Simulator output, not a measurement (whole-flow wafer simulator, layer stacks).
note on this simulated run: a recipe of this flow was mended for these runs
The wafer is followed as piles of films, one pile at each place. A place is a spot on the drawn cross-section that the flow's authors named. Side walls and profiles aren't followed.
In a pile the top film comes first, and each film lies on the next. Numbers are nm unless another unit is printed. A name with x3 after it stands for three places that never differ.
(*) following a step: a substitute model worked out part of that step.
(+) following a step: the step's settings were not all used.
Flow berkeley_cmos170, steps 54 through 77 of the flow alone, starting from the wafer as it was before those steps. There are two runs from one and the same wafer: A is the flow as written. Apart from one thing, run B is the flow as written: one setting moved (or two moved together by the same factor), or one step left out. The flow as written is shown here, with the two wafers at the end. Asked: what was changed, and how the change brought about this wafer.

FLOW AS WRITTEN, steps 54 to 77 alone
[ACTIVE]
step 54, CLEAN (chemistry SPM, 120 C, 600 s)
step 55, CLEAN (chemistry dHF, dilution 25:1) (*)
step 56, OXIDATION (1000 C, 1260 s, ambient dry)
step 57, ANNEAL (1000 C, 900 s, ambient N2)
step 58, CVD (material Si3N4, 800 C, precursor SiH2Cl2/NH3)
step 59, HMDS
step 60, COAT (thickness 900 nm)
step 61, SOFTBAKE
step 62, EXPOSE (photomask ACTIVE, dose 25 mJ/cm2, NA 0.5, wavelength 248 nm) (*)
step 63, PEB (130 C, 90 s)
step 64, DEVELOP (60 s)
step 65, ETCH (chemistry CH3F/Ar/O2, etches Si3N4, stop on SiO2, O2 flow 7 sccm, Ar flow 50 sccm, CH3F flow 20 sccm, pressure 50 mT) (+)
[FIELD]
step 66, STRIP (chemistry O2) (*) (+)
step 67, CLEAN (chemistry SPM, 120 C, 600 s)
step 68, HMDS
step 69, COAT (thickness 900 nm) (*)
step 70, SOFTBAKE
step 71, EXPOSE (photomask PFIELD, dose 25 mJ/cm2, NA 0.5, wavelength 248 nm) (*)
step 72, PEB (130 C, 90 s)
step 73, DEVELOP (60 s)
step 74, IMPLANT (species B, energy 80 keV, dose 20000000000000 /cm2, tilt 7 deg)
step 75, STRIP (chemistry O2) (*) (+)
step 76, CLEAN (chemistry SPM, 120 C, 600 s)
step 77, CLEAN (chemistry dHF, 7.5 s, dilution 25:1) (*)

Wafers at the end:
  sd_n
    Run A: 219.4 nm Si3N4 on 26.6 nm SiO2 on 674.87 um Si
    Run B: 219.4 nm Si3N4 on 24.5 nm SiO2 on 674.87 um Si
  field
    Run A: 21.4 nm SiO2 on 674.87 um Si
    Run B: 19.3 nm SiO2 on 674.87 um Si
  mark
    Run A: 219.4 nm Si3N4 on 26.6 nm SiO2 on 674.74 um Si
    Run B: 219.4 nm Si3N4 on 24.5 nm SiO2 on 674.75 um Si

Cause: step 56, OXIDATION: 992 C was run, while the flow as written has 1000 C.

How this came from the change, step by step:
  step 56, OXIDATION (1000 C, 1260 s, ambient dry)
      field, mark, sd_n and 10 more: A SiO2 gains 26.6 (new film), Si loses 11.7 | B SiO2 gains 24.5 (new film), Si loses 10.8
